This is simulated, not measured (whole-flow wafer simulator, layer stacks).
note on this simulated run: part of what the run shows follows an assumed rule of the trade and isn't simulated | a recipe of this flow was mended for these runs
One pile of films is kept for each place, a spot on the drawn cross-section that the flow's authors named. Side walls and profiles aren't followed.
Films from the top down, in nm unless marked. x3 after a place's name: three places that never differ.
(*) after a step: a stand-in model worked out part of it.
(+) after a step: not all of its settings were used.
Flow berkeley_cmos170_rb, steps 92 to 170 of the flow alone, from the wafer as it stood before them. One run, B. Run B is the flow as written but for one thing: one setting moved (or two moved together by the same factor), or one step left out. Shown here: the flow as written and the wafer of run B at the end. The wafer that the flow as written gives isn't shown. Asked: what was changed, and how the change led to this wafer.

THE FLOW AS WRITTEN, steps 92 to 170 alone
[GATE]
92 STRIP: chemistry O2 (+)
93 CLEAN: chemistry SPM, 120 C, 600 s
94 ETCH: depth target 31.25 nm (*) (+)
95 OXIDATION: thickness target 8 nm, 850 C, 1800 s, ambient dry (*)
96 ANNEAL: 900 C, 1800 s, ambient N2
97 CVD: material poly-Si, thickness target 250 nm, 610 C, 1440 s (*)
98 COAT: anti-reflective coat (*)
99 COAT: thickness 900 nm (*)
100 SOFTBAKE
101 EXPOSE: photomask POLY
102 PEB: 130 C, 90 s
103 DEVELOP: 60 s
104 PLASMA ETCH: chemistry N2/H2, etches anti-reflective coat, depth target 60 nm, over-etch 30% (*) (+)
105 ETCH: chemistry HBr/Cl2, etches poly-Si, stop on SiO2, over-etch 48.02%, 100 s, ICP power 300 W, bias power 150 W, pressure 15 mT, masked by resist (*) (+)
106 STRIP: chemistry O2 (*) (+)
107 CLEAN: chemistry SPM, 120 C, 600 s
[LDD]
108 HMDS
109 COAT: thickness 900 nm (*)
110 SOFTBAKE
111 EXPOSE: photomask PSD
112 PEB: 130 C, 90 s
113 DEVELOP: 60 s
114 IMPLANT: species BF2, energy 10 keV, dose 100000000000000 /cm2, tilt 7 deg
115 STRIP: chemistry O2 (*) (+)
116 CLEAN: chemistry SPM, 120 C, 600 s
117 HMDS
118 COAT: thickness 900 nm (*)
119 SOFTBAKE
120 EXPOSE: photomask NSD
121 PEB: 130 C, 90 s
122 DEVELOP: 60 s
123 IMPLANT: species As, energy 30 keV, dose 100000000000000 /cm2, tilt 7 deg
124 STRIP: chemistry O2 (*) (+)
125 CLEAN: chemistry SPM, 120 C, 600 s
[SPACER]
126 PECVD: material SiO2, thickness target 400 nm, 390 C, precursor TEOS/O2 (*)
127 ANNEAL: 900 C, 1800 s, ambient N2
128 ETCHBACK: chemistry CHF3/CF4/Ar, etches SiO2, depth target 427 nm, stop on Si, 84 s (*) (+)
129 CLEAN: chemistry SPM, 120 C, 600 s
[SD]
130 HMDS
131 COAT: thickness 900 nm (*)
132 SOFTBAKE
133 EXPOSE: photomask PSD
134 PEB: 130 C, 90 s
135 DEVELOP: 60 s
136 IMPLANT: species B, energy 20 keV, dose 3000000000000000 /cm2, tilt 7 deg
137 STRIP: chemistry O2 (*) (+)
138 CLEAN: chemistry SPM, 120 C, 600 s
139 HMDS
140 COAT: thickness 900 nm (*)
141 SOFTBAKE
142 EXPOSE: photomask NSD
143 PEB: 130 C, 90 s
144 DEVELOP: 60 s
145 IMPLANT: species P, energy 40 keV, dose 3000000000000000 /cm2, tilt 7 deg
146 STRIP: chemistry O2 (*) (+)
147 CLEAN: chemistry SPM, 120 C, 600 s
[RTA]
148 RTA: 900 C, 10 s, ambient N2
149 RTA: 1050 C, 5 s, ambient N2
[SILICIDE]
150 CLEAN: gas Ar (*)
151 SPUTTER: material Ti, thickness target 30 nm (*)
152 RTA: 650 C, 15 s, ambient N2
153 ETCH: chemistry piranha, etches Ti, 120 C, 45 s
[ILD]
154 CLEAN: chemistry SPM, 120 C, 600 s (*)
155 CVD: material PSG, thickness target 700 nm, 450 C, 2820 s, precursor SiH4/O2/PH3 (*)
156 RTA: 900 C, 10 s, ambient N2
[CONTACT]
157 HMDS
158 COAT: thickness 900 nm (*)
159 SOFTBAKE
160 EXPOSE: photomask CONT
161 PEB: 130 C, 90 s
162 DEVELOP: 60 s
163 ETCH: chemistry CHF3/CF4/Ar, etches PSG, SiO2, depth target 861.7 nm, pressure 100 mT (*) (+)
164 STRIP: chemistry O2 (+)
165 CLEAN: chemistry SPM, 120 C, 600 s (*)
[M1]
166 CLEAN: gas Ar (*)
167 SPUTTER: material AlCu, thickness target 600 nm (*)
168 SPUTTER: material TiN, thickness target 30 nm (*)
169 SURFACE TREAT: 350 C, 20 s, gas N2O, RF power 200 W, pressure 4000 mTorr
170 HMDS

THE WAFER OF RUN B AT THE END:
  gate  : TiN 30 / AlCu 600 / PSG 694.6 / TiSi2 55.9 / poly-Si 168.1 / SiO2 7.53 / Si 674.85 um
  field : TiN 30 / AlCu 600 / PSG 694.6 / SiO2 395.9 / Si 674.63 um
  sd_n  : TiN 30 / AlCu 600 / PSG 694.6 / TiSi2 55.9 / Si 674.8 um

The cause: step 97, CVD: thickness target 227 nm was run, where the flow has thickness target 250 nm; step 97, CVD: 1305 s was run, where the flow has 1440 s.

How the change led to this, step by step:
  97 CVD: material poly-Si, thickness target 250 nm, 610 C, 1440 s (*)
      field, sd_n, spacer_n and 6 more: poly-Si +227 (new film) (as written it would be: poly-Si +250 (new film))
  105 ETCH: chemistry HBr/Cl2, etches poly-Si, stop on SiO2, over-etch 48.02%, 100 s, ICP power 300 W, bias power 150 W, pressure 15 mT, masked by resist (*) (+)
      spacer_n, spacer_p: poly-Si -225.6 (all of it), SiO2 -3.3 (as written it would be: poly-Si -248.5 (all of it), SiO2 -1.53)
      field: poly-Si -222.1 (all of it), SiO2 -3.57 (as written it would be: poly-Si -245 (all of it), SiO2 -1.8)
      (and at 4 more places)
  109 COAT: thickness 900 nm (*)
      gate: KrF-resist +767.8 (new film) (as written it would be: KrF-resist +749.5 (new film))
      gate_p: KrF-resist +764 (new film) (as written it would be: KrF-resist +745.7 (new film))
  113 DEVELOP: 60 s
      gate_p: KrF-resist -762.3 (all of it) (as written it would be: KrF-resist -744.1 (all of it))
  115 STRIP: chemistry O2 (*) (+)
      gate: KrF-resist -751.2 (all of it), chemical SiO2 +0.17 (as written it would be: KrF-resist -733 (all of it), chemical SiO2 +0.17)
  118 COAT: thickness 900 nm (*)
      gate: KrF-resist +767 (new film) (as written it would be: KrF-resist +748.7 (new film))
      gate_p: KrF-resist +763.1 (new film) (as written it would be: KrF-resist +744.7 (new film))
  122 DEVELOP: 60 s
      gate: KrF-resist -765.4 (all of it) (as written it would be: KrF-resist -747.1 (all of it))
  124 STRIP: chemistry O2 (*) (+)
      gate_p: KrF-resist -746.5 (all of it), chemical SiO2 +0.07 (as written it would be: KrF-resist -728.2 (all of it), chemical SiO2 +0.07)
  128 ETCHBACK: chemistry CHF3/CF4/Ar, etches SiO2, depth target 427 nm, stop on Si, 84 s (*) (+)
      spacer_n: SiO2 -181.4 (as written it would be: SiO2 -160.1)
      spacer_p: SiO2 -181.3 (as written it would be: SiO2 -160.1)
  131 COAT: thickness 900 nm (*)
      spacer_n: KrF-resist +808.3 (new film) (as written it would be: KrF-resist +791.7 (new film))
      gate: KrF-resist +787 (new film) (as written it would be: KrF-resist +770.7 (new film))
      (and at 2 more places)
  135 DEVELOP: 60 s
      spacer_p: KrF-resist -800 (all of it) (as written it would be: KrF-resist -783.4 (all of it))
      gate_p: KrF-resist -778.5 (all of it) (as written it would be: KrF-resist -762.3 (all of it))
  137 STRIP: chemistry O2 (*) (+)
      spacer_n: KrF-resist -791.6 (all of it) (as written it would be: KrF-resist -775.1 (all of it))
      gate: KrF-resist -770.3 (all of it), chemical SiO2 +0.17, poly-Si -0.07 (as written it would be: KrF-resist -754.1 (all of it), chemical SiO2 +0.17, poly-Si -0.08)
  140 COAT: thickness 900 nm (*)
      spacer_n: KrF-resist +808.3 (new film) (as written it would be: KrF-resist +791.4 (new film))
      gate: KrF-resist +787 (new film) (as written it would be: KrF-resist +770.4 (new film))
      (and at 2 more places)
  144 DEVELOP: 60 s
      spacer_n: KrF-resist -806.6 (all of it) (as written it would be: KrF-resist -789.7 (all of it))
      gate: KrF-resist -785.3 (all of it) (as written it would be: KrF-resist -768.7 (all of it))
  146 STRIP: chemistry O2 (*) (+)
      spacer_p: KrF-resist -785.6 (all of it) (as written it would be: KrF-resist -768.5 (all of it))
      gate_p: KrF-resist -764 (all of it), chemical SiO2 +0.07 (as written it would be: KrF-resist -747.2 (all of it), chemical SiO2 +0.07)
